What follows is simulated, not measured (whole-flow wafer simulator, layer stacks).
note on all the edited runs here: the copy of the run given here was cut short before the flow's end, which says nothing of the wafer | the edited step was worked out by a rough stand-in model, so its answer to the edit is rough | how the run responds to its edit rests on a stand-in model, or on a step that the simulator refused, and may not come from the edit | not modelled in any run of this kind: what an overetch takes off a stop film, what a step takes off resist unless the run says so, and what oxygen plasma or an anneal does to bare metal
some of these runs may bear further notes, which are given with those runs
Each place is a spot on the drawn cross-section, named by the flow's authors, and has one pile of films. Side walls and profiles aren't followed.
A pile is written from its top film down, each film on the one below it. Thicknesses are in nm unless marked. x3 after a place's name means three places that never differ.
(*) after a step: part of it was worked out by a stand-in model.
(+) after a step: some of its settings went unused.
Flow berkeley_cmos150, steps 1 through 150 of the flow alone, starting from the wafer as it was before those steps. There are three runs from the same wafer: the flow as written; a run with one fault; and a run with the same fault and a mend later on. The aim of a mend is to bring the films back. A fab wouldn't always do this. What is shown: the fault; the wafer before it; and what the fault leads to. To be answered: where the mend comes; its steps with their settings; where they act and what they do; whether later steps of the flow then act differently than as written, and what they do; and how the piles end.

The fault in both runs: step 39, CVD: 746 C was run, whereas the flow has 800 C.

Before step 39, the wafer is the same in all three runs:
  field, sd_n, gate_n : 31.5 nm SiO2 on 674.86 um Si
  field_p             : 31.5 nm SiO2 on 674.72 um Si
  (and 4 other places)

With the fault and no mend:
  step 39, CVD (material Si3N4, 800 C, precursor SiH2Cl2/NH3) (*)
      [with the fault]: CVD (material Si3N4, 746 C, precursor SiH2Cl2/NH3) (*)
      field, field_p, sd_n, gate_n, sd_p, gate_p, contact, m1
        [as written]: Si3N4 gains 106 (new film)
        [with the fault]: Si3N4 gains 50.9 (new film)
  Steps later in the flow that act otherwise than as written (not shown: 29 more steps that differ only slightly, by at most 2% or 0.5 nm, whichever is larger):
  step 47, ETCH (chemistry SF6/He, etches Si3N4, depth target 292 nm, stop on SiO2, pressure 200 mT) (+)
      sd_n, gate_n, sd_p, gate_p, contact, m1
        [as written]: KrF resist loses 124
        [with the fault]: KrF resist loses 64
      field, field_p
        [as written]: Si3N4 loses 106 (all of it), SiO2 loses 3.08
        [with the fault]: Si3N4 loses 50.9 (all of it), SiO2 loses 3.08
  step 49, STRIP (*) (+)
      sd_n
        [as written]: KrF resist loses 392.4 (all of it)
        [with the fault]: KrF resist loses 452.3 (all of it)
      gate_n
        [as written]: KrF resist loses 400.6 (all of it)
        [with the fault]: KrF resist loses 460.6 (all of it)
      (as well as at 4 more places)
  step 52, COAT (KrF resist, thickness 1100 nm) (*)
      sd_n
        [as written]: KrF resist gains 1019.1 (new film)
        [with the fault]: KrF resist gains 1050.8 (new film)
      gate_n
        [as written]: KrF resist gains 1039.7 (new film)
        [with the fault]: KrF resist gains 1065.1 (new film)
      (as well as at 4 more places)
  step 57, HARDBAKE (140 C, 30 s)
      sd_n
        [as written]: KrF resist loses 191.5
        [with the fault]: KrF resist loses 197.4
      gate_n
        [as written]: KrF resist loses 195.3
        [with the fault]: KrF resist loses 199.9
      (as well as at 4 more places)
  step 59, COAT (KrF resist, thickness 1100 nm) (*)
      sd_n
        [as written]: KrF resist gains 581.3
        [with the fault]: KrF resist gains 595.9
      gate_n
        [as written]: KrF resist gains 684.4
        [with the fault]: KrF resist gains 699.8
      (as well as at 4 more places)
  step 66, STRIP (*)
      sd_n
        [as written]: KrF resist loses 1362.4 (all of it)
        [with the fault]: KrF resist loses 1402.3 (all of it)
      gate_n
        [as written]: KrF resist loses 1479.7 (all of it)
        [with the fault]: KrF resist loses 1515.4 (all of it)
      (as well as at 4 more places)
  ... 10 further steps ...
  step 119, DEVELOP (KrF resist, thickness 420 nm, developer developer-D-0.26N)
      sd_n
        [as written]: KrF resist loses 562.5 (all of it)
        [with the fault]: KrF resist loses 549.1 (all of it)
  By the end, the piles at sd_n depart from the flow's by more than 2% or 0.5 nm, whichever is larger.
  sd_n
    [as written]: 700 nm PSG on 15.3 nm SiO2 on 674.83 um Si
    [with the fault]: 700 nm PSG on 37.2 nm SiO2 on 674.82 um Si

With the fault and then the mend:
  The mend stands after step 39.
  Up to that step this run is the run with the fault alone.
  step 39a, CVD (material Si3N4, 800 C, precursor SiH2Cl2/NH3) (*) (the flow's step 39 again, with other settings that aren't printed)
      field, field_p, sd_n, gate_n, sd_p, gate_p, contact, m1
        Si3N4 gains 55.2
  None of the later steps of the flow acts differently than as written at any place that is followed.
  By the end, the piles equal the flow's at every place that both follow.
